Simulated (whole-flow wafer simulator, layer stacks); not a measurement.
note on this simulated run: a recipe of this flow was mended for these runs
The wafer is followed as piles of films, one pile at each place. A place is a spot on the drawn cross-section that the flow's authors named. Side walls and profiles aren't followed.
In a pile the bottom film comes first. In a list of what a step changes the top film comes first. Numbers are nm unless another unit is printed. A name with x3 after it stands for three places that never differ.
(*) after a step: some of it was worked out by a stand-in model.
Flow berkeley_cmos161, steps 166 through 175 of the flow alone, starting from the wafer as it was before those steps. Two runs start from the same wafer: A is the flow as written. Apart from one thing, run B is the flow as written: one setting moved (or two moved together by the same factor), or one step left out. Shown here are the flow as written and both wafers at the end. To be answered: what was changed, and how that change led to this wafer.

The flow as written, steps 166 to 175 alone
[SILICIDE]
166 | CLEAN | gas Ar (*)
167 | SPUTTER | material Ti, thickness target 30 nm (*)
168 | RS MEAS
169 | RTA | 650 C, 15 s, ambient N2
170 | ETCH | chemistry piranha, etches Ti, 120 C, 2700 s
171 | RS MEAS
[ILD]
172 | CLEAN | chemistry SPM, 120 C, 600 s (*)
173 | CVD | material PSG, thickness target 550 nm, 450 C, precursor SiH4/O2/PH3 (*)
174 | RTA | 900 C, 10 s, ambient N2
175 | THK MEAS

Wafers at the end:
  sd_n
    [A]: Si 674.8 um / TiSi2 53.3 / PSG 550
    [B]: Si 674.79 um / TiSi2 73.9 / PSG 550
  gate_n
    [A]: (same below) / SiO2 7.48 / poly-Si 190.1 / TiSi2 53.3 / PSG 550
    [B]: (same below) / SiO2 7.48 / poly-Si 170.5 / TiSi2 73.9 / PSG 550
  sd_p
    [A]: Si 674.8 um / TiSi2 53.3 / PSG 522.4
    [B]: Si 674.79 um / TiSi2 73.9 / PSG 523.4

The reason: step 167, SPUTTER: thickness target 41 nm was run, whereas the flow has thickness target 30 nm.

The path from the change to this, step by step:
  167 | SPUTTER | material Ti, thickness target 30 nm (*)
      field, sd_n, spacer_n, gate_n, sd_p, spacer_p, gate_p, contact x2: A +30 Ti (new film) | B +41 Ti (new film)
  169 | RTA | 650 C, 15 s, ambient N2
      sd_n, sd_p, contact x2: A -23.4 Ti, +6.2 TiSi first (new film), +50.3 TiSi2 C49 (new film), -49 Si | B -32 Ti, +30.8 TiSi first (new film), +35.6 TiSi2 C49 (new film), -52.2 Si
      gate_n, gate_p: A -23.4 Ti, +6.2 TiSi first (new film), +50.3 TiSi2 C49 (new film), -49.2 poly-Si | B -32 Ti, +30.8 TiSi first (new film), +35.6 TiSi2 C49 (new film), -52.4 poly-Si
  170 | ETCH | chemistry piranha, etches Ti, 120 C, 2700 s
      sd_n, gate_n, sd_p, gate_p, contact x2: A -6.6 Ti (all of it), -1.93 TiSi first | B -9.02 Ti (all of it), -1.93 TiSi first
      field, spacer_n, spacer_p: A -30 Ti (all of it) | B -41 Ti (all of it)
  174 | RTA | 900 C, 10 s, ambient N2
      sd_n, sd_p, contact x2: A under 1 film: +53.3 TiSi2 (new film), -4.27 TiSi first (all of it), -50.3 TiSi2 C49 (all of it), -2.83 Si | B under 1 film: +73.9 TiSi2 (new film), -28.8 TiSi first (all of it), -35.6 TiSi2 C49 (all of it), -19.1 Si
      gate_n, gate_p: A under 1 film: +53.3 TiSi2 (new film), -4.27 TiSi first (all of it), -50.3 TiSi2 C49 (all of it), -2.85 poly-Si | B under 1 film: +73.9 TiSi2 (new film), -28.8 TiSi first (all of it), -35.6 TiSi2 C49 (all of it), -19.2 poly-Si
